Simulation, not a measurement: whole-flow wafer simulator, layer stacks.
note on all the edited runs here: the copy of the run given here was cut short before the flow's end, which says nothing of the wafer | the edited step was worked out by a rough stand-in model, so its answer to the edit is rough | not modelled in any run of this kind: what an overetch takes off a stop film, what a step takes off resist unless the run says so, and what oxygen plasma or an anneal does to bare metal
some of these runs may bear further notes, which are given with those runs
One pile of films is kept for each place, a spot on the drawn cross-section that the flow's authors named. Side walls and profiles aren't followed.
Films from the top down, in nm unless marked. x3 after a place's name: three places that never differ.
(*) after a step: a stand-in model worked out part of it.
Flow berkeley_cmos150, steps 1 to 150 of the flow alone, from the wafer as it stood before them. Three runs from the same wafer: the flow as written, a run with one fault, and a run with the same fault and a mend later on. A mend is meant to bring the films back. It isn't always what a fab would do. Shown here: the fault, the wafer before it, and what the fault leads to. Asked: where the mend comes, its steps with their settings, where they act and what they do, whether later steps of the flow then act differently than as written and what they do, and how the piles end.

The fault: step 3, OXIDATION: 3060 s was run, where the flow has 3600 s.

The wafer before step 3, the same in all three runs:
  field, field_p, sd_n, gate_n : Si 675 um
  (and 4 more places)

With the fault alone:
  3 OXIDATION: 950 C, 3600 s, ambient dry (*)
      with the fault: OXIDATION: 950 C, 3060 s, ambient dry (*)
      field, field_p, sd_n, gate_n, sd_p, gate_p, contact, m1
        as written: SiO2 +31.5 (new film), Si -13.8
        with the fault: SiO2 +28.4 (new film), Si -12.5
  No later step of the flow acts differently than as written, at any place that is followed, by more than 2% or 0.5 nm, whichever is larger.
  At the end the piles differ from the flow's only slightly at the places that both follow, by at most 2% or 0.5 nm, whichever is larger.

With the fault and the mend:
  The mend comes after step 3.
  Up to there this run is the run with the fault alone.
  3a OXIDATION: 950 C, 540 s, ambient dry (*) (the flow's step 3 once more, with other settings)
      field, field_p, sd_n, gate_n, sd_p, gate_p, contact, m1
        SiO2 +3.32, Si -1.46
  No later step of the flow acts differently than as written, at any place that is followed, by more than 2% or 0.5 nm, whichever is larger.
  At the end the piles are the same as the flow's at every place that both follow.
